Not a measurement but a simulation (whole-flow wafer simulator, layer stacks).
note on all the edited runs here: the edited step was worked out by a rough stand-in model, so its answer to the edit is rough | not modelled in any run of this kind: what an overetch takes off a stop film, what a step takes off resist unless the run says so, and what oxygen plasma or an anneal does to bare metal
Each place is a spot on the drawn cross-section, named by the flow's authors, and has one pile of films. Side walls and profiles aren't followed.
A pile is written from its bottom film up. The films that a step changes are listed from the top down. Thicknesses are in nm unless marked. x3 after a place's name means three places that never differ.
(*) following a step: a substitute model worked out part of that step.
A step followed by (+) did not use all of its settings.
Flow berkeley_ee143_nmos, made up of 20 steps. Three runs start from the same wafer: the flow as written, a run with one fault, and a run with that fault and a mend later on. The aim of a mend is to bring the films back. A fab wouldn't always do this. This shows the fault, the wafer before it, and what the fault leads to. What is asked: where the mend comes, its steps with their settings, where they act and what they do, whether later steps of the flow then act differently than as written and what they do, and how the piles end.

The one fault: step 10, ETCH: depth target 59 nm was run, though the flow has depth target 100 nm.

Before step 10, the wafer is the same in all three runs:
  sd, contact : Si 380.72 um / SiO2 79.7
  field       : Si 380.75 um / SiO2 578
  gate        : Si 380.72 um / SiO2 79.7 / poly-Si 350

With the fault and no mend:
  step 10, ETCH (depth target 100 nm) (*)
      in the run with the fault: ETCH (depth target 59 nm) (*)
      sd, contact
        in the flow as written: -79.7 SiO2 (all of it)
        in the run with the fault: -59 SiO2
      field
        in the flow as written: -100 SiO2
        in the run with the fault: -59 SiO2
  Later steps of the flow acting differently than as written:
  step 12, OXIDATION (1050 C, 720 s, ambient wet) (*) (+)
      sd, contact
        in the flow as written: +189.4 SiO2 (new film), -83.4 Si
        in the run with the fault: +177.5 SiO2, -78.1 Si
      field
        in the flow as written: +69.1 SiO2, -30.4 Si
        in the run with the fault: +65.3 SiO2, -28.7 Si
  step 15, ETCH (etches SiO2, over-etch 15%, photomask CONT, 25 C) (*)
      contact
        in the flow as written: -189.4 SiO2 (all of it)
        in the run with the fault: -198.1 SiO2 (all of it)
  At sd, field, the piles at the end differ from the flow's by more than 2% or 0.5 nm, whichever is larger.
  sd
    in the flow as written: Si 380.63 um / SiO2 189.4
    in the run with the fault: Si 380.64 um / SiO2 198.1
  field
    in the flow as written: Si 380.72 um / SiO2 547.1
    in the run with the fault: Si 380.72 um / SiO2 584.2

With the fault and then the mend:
  After step 10 comes the mend.
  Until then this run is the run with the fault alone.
  step 10a, ETCH (depth target 41 nm) (*) (a further turn of the flow's step 10, with different settings)
      sd, contact
        -20.7 SiO2 (all of it)
      field
        -41 SiO2
  None of the later steps of the flow acts differently than as written at any place that is followed.
  The piles end the same as the flow's at every place that both follow.
